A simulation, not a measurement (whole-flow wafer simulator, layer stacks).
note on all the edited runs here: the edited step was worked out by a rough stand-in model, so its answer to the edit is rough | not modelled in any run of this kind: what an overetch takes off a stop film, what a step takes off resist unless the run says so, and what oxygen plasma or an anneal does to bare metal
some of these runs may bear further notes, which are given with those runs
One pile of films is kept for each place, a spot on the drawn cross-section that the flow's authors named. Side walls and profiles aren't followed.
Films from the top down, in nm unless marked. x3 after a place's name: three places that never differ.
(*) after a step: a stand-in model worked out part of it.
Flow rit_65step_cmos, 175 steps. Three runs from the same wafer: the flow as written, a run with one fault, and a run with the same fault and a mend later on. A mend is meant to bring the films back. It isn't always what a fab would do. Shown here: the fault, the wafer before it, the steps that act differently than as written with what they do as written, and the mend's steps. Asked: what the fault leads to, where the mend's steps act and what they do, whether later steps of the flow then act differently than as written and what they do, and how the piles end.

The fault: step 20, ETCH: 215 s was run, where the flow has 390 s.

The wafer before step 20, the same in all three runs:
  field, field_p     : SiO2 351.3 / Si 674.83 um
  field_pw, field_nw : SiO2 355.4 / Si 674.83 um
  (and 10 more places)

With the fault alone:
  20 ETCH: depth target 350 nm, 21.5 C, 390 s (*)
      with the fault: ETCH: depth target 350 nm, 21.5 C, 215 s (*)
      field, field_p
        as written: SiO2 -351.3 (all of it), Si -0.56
        with the fault: SiO2 -210
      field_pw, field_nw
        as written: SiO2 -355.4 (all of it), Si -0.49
        with the fault: SiO2 -210
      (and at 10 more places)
  Later steps of the flow that act differently than as written (9 more steps differ only slightly, by at most 2% or 0.5 nm, whichever is larger, and aren't shown):
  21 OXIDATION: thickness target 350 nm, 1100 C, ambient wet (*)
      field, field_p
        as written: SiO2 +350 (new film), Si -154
        with the fault: SiO2 +257.8, Si -113.4
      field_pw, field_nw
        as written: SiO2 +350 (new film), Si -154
        with the fault: SiO2 +255.7, Si -112.5
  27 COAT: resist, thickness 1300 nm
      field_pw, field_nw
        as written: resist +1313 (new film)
        with the fault: resist +1262.1 (new film)
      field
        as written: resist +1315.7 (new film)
        with the fault: resist +1249.5 (new film)
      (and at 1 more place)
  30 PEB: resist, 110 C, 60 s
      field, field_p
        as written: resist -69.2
        with the fault: resist -65.7
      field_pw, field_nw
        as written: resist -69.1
        with the fault: resist -66.4
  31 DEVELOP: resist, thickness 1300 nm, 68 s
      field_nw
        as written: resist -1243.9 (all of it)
        with the fault: resist -1195.8 (all of it)
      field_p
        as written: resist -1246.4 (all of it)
        with the fault: resist -1184 (all of it)
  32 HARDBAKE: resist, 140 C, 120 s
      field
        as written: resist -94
        with the fault: resist -89.2
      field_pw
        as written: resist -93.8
        with the fault: resist -90.1
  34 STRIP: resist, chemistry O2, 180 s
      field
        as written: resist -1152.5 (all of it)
        with the fault: resist -1094.6 (all of it)
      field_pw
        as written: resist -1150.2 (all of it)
        with the fault: resist -1105.6 (all of it)
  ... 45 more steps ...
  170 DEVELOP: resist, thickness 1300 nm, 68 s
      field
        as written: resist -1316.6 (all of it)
        with the fault: resist -1249.5 (all of it)
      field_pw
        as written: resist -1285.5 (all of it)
        with the fault: resist -1235.9 (all of it)
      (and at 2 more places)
  At the end the piles differ from the flow's by more than 2% or 0.5 nm, whichever is larger, at field, field_pw, field_nw, field_p.
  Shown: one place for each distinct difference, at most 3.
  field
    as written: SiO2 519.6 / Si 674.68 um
    with the fault: SiO2 567.9 / Si 674.72 um
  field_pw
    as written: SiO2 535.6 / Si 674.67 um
    with the fault: SiO2 585.9 / Si 674.72 um
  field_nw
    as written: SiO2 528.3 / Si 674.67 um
    with the fault: SiO2 578.9 / Si 674.72 um

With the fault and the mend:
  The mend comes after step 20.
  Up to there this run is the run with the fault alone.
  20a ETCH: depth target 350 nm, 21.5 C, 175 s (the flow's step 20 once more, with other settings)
      field, field_p
        SiO2 -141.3 (all of it)
      field_pw, field_nw
        SiO2 -145.4 (all of it)
  No later step of the flow acts differently than as written, at any place that is followed, by more than 2% or 0.5 nm, whichever is larger.
  At the end the piles differ from the flow's only slightly at the places that both follow, by at most 2% or 0.5 nm, whichever is larger.
